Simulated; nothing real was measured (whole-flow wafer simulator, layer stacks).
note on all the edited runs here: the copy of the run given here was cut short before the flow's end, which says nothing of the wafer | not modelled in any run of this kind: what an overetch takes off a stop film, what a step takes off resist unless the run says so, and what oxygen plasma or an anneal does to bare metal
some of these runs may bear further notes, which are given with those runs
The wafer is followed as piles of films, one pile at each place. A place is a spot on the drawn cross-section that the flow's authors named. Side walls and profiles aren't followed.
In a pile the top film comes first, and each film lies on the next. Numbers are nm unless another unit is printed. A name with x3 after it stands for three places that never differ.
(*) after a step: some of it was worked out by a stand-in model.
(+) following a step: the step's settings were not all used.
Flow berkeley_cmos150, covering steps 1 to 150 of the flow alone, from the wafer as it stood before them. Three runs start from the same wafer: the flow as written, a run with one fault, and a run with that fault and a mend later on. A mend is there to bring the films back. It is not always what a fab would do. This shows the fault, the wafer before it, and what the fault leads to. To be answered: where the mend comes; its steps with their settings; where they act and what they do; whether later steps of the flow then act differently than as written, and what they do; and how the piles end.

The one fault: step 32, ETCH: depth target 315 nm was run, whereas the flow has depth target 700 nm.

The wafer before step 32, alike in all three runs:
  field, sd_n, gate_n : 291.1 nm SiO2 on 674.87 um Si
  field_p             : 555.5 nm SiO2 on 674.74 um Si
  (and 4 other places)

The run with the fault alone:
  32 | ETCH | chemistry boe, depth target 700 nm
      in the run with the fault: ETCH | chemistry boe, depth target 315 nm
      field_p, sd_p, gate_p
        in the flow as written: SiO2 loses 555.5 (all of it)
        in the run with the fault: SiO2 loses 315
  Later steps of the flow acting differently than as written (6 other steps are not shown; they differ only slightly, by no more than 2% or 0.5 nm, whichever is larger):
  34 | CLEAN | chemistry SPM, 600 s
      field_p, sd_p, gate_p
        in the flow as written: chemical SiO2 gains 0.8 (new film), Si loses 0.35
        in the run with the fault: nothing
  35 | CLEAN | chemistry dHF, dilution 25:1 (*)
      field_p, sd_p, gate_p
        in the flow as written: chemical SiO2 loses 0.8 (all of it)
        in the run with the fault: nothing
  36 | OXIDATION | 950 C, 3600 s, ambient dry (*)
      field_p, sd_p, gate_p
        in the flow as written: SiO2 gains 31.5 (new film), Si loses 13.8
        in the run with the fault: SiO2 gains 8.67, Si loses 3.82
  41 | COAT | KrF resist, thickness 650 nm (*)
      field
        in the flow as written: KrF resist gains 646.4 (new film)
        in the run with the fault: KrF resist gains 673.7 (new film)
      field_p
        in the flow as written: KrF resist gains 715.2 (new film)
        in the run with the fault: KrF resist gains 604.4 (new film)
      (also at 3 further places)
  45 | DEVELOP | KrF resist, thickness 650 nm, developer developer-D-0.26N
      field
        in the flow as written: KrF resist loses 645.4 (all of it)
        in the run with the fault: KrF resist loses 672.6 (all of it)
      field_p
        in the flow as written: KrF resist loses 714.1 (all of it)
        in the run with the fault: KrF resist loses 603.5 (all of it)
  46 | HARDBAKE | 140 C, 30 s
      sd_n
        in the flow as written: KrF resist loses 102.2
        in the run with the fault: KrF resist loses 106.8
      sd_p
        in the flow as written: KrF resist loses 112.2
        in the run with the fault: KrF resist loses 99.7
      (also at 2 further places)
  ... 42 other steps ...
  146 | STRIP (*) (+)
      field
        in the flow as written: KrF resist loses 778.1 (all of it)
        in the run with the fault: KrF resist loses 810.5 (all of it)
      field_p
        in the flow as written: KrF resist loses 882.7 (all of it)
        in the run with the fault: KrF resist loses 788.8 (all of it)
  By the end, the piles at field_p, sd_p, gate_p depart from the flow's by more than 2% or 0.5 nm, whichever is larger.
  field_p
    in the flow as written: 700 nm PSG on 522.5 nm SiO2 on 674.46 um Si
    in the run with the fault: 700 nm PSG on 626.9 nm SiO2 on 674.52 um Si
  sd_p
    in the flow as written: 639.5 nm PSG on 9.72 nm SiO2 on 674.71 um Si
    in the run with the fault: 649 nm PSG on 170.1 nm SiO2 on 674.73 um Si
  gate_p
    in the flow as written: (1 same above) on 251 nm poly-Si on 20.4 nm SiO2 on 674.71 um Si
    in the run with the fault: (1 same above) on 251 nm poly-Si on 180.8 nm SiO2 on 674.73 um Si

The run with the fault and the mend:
  The mend follows step 33.
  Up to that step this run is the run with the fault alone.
  33a | ETCH | chemistry boe, depth target 385 nm (a further turn of the flow's step 32, with different settings)
      field_p, sd_p, gate_p
        SiO2 loses 240.5 (all of it)
  None of the later steps of the flow acts differently than as written at any place that is followed.
  By the end, the piles equal the flow's at every place that both follow.
